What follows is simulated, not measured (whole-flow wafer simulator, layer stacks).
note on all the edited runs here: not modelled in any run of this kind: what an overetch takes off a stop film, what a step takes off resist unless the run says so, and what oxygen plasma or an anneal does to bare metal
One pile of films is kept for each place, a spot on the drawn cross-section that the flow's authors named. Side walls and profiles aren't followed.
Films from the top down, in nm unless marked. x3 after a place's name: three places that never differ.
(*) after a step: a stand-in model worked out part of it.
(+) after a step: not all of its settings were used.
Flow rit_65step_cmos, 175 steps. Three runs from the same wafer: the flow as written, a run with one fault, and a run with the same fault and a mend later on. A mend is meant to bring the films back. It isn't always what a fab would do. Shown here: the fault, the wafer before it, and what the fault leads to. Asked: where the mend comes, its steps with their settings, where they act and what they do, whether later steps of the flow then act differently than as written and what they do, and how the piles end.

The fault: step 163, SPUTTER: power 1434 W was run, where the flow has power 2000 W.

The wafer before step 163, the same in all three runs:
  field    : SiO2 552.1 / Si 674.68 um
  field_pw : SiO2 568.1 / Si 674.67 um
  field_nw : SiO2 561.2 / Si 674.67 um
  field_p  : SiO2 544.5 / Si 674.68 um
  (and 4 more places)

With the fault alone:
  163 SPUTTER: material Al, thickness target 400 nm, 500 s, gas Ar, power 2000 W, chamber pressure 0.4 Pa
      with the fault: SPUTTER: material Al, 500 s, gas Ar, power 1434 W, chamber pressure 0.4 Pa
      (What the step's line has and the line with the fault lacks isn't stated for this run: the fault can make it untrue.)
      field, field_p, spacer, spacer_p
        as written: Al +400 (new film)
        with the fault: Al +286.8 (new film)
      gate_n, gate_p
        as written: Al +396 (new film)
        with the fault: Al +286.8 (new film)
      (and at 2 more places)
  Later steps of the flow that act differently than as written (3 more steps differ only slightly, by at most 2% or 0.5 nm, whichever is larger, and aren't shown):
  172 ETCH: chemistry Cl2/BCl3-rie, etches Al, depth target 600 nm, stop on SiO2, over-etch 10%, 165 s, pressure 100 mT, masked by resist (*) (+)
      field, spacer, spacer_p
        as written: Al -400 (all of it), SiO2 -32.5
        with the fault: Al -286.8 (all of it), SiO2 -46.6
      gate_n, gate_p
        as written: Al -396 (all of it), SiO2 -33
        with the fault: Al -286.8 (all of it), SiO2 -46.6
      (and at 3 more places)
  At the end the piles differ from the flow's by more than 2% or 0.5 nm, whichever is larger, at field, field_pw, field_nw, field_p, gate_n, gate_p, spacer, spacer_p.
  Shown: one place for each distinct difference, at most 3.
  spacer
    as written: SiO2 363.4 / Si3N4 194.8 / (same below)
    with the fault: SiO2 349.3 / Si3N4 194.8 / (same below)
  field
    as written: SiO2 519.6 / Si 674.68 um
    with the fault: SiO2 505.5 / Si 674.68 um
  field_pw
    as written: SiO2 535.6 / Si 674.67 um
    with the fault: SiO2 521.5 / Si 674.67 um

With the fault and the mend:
  The mend comes after step 164.
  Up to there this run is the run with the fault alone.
  164a ETCH: chemistry al pan, depth target 330.7 nm
      field, field_p, gate_n, gate_p, spacer, spacer_p
        Al -286.8 (all of it)
      field_pw, field_nw
        Al -286.6 (all of it)
  164b SPUTTER: material Al, thickness target 400 nm, 500 s, gas Ar, power 2000 W, chamber pressure 0.4 Pa (the flow's step 163 once more)
      field, field_pw, field_p, spacer, spacer_p
        Al +400 (new film)
      gate_n, gate_p
        Al +396 (new film)
      field_nw
        Al +397.2 (new film)
  No later step of the flow acts differently than as written at any place that is followed.
  At the end the piles are the same as the flow's at every place that both follow.
